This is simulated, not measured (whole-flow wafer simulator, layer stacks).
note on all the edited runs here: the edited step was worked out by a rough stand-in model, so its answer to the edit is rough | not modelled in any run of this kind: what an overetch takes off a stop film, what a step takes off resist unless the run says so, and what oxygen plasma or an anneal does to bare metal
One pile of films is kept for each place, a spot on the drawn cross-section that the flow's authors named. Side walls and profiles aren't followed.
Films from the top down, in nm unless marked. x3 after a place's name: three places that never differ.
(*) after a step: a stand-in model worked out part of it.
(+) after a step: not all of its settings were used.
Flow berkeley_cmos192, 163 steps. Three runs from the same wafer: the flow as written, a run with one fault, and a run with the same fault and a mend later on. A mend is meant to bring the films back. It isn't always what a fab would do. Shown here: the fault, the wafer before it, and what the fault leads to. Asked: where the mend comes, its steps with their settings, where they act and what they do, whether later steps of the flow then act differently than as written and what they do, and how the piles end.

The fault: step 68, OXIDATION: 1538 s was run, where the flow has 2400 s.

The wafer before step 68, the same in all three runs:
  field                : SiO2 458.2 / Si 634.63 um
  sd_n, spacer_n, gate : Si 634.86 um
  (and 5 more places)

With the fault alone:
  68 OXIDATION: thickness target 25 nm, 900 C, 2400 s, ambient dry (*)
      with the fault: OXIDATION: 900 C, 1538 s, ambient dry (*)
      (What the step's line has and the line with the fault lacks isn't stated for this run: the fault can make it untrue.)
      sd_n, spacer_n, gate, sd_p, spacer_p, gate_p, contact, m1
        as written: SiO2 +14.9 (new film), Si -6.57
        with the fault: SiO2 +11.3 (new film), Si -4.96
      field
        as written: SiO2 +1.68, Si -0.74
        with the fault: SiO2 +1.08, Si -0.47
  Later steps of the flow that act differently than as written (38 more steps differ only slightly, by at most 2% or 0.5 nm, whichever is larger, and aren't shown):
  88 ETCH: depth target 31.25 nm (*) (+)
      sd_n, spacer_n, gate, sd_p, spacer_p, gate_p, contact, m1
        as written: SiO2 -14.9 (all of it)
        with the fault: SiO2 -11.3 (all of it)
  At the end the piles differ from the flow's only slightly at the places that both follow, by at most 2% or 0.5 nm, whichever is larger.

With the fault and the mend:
  The mend comes after step 75.
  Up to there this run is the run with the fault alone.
  75a STRIP: 150 s (*) (+)
      sd_p
        KrF resist -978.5 (all of it)
      spacer_p
        KrF resist -959.9 (all of it)
      gate_p
        KrF resist -959 (all of it)
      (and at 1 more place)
  75b CLEAN: chemistry SPM
      changes no film at any place that is followed
  75c OXIDATION: 900 C, 847 s, ambient dry (*) (the flow's step 68 once more, with other settings)
      sd_n, spacer_n, gate, sd_p, spacer_p, gate_p, contact, m1
        SiO2 +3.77, Si -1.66
      field
        SiO2 +0.59, Si -0.26
  75d HMDS (the flow's step 70 once more)
      changes no film at any place that is followed
  75e COAT: KrF resist, thickness 900 nm (*) (the flow's step 71 once more)
      field
        KrF resist +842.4 (new film)
      sd_n
        KrF resist +1013.2 (new film)
      spacer_n
        KrF resist +978.6 (new film)
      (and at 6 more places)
  75f SOFTBAKE: KrF resist (the flow's step 72 once more)
      changes no film at any place that is followed
  75g EXPOSE: photomask PWELL, dose 30 mJ/cm2, NA 0.5, wavelength 248 nm (*) (the flow's step 73 once more)
      changes no film at any place that is followed
  75h PEB: KrF resist, 130 C, 60 s (the flow's step 74 once more)
      sd_n, m1
        KrF resist -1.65
      spacer_n, gate
        KrF resist -1.58
      spacer_p, gate_p
        KrF resist -1.57
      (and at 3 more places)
  75i DEVELOP: KrF resist, thickness 900 nm, developer developer-D-0.26N, 45 s (the flow's step 75 once more)
      sd_p, spacer_p, gate_p, m1
        KrF resist -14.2
      spacer_n, gate
        KrF resist -977 (all of it)
      field
        KrF resist -841.1 (all of it)
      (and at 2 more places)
  No later step of the flow acts differently than as written, at any place that is followed, by more than 2% or 0.5 nm, whichever is larger.
  At the end the piles are the same as the flow's at every place that both follow.
